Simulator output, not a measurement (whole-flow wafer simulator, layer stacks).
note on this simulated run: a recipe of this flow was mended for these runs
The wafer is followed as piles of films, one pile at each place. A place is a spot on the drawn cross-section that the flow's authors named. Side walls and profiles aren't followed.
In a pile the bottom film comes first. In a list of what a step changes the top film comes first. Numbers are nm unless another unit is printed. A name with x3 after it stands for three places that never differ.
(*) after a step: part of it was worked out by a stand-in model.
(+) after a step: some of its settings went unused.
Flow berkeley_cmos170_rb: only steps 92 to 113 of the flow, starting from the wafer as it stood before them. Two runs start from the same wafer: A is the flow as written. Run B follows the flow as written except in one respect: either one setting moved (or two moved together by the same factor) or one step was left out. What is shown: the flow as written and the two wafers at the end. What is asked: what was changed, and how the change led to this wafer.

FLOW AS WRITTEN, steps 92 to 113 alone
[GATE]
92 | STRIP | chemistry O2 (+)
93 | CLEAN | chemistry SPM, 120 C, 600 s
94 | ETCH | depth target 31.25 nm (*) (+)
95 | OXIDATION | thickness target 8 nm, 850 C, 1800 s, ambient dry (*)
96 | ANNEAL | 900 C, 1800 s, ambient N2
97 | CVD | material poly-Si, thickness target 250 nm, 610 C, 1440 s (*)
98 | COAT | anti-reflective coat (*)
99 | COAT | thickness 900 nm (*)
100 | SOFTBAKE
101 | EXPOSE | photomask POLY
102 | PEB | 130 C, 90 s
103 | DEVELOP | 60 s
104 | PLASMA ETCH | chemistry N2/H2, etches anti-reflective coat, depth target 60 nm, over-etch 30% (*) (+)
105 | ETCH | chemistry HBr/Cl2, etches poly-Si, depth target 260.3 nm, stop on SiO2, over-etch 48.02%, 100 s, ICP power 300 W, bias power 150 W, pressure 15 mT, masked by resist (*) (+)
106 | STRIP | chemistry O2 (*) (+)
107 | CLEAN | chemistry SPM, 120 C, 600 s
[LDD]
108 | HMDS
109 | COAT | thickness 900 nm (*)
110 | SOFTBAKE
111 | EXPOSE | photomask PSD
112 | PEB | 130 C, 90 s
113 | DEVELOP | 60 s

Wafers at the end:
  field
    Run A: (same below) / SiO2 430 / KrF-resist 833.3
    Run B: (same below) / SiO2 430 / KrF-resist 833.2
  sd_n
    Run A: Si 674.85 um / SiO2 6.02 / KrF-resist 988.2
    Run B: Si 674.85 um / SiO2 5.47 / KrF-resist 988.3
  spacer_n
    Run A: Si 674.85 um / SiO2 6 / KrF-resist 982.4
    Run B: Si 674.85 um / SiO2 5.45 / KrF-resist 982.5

Cause: step 95, OXIDATION: thickness target 7.04 nm was run, whereas the flow has thickness target 8 nm; step 95, OXIDATION: 1584 s was run, where the flow has 1800 s.

How this came from the change, step by step:
  95 | OXIDATION | thickness target 8 nm, 850 C, 1800 s, ambient dry (*)
      sd_n, spacer_n, gate, sd_p, spacer_p, gate_p, contact, m1: A +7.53 SiO2 (new film), -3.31 Si | B +6.98 SiO2 (new film), -3.07 Si
